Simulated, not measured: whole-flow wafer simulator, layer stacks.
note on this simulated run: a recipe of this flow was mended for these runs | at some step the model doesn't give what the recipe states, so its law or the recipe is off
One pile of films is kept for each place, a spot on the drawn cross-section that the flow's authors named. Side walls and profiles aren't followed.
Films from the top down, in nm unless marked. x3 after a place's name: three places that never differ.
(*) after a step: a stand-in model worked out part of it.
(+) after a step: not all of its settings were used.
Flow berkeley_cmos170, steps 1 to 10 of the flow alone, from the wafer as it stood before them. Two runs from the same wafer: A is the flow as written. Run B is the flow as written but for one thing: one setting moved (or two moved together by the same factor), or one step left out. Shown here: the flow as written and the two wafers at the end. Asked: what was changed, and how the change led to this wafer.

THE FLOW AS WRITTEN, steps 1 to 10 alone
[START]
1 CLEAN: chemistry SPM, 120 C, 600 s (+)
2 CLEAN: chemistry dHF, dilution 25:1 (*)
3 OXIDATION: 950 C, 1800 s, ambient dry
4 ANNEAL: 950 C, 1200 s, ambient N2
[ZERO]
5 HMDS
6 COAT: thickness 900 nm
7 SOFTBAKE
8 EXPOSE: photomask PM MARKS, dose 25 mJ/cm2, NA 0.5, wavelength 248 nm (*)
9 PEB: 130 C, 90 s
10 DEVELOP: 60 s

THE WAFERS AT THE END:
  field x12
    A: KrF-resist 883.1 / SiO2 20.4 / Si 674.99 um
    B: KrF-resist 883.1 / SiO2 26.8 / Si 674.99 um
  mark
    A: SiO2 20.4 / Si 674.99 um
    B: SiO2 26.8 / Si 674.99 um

The cause: step 3, OXIDATION: 981 C was run, where the flow has 950 C.

How the change led to this, step by step:
  3 OXIDATION: 950 C, 1800 s, ambient dry
      field x12, mark: A SiO2 +20.4 (new film), Si -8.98 | B SiO2 +26.8 (new film), Si -11.8
